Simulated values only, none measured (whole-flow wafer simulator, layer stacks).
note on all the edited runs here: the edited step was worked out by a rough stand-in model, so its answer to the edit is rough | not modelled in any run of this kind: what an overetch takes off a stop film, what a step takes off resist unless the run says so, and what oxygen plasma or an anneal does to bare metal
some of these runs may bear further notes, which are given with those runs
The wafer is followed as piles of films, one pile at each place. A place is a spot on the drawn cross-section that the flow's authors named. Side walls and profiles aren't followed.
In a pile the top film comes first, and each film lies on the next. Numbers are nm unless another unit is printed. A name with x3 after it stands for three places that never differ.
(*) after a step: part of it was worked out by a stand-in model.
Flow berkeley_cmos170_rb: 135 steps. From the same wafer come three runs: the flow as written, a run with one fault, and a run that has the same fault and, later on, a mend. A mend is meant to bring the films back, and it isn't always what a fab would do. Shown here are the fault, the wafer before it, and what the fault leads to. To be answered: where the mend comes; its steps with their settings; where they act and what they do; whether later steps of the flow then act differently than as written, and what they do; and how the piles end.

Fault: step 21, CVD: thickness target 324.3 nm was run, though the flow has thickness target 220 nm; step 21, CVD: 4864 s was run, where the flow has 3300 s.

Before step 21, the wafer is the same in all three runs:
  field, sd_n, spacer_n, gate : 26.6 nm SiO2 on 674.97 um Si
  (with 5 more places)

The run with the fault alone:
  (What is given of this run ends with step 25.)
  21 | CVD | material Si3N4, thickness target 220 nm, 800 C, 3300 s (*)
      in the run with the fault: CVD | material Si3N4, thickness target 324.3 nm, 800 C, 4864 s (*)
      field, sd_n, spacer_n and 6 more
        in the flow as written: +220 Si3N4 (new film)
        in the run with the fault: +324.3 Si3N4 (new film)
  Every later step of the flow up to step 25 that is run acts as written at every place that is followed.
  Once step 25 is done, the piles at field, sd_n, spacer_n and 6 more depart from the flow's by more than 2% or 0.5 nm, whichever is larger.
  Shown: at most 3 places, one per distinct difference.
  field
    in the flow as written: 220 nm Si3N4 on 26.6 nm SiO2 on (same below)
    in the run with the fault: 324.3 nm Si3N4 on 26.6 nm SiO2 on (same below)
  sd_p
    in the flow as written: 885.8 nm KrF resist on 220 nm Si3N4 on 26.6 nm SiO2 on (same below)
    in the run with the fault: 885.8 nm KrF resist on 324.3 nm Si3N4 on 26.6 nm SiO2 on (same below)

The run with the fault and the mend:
  The mend stands after step 21.
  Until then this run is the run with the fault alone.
  21a | ETCH | chemistry h3po4, depth target 104.3 nm (the flow's step 16, run once more with other settings)
      field, sd_n, spacer_n and 6 more
        -104.3 Si3N4
  Every later step of the flow that is run acts as written at every place that is followed.
  The piles end the same as the flow's at every place that both follow.
